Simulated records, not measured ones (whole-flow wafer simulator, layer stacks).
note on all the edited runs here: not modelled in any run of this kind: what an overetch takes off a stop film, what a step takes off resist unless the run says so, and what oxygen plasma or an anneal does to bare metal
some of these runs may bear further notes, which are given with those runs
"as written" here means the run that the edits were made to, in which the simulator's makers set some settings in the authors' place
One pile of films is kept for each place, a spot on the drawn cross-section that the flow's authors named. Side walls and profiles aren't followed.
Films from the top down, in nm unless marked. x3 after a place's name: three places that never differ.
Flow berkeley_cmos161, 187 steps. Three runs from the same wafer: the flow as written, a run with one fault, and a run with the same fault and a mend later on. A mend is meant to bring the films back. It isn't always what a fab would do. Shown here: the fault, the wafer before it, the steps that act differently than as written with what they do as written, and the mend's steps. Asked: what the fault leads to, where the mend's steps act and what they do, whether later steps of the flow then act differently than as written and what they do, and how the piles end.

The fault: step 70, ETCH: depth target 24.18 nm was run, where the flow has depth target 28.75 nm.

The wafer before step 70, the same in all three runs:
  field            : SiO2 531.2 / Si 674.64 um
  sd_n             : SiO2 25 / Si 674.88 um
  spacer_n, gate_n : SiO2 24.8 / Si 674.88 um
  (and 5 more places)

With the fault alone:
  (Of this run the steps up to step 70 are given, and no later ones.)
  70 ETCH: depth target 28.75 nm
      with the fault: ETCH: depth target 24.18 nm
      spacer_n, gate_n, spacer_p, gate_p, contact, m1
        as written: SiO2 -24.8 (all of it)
        with the fault: SiO2 -24.2
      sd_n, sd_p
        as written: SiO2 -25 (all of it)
        with the fault: SiO2 -24.2
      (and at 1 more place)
  After step 70 the piles differ from the flow's by more than 2% or 0.5 nm, whichever is larger, at sd_n, spacer_n, gate_n, sd_p, spacer_p, gate_p, contact, m1.
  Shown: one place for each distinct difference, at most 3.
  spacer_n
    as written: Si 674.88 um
    with the fault: SiO2 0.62 / Si 674.88 um
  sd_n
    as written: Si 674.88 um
    with the fault: SiO2 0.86 / Si 674.88 um

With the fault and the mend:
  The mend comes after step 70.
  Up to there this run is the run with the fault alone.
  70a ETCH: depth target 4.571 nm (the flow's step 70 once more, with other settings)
      spacer_n, gate_n, spacer_p, gate_p, contact, m1
        SiO2 -0.62 (all of it)
      sd_n, sd_p
        SiO2 -0.86 (all of it)
      field
        SiO2 -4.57
  No later step of the flow acts differently than as written, at any place that is followed, by more than 2% or 0.5 nm, whichever is larger.
  At the end the piles are the same as the flow's at every place that both follow.
